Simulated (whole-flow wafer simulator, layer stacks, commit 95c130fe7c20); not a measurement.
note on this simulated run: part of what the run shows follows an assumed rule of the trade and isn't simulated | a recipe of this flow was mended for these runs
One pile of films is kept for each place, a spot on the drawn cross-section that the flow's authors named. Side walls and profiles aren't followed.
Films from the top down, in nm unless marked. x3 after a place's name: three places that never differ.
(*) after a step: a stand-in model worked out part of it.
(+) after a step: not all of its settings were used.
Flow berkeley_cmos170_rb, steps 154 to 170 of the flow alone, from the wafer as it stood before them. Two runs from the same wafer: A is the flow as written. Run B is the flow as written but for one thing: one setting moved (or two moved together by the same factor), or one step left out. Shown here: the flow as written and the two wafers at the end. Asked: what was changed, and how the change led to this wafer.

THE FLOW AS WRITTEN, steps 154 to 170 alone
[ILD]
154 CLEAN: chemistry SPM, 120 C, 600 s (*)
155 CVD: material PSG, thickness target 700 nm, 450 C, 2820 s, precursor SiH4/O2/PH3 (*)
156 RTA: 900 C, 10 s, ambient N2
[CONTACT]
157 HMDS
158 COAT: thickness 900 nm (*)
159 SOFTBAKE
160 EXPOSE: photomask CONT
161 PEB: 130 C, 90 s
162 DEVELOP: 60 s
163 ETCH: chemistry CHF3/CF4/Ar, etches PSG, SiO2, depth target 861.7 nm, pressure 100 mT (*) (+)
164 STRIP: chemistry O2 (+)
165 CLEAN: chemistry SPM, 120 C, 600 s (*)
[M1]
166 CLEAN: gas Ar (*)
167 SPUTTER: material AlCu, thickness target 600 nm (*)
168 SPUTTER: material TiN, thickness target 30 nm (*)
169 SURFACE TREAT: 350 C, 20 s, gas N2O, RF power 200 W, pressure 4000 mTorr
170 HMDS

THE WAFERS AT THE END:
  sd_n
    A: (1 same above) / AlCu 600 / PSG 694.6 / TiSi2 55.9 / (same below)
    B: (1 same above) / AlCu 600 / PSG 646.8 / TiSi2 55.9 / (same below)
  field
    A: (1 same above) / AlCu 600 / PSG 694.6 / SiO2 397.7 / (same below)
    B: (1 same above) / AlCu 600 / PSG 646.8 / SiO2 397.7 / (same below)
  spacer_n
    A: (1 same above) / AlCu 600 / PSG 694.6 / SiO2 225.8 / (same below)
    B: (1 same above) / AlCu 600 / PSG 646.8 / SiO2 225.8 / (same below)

The cause: step 155, CVD: thickness target 652.2 nm was run, where the flow has thickness target 700 nm; step 155, CVD: 2627 s was run, where the flow has 2820 s.

How the change led to this, step by step:
  155 CVD: material PSG, thickness target 700 nm, 450 C, 2820 s, precursor SiH4/O2/PH3 (*)
      field, sd_n, spacer_n, gate, spacer_p, gate_p, contact, m1: A PSG +700 (new film) | B PSG +652.2 (new film)
      sd_p: A PSG +664.1 (new film) | B PSG +619.5 (new film)
  163 ETCH: chemistry CHF3/CF4/Ar, etches PSG, SiO2, depth target 861.7 nm, pressure 100 mT (*) (+)
      contact: A PSG -700 (all of it), TiSi2 -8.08 | B PSG -652.2 (all of it), TiSi2 -10.5
  167 SPUTTER: material AlCu, thickness target 600 nm (*)
      contact: A AlCu +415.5 (new film) | B AlCu +426.8 (new film)
  168 SPUTTER: material TiN, thickness target 30 nm (*)
      contact: A TiN +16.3 (new film) | B TiN +17 (new film)
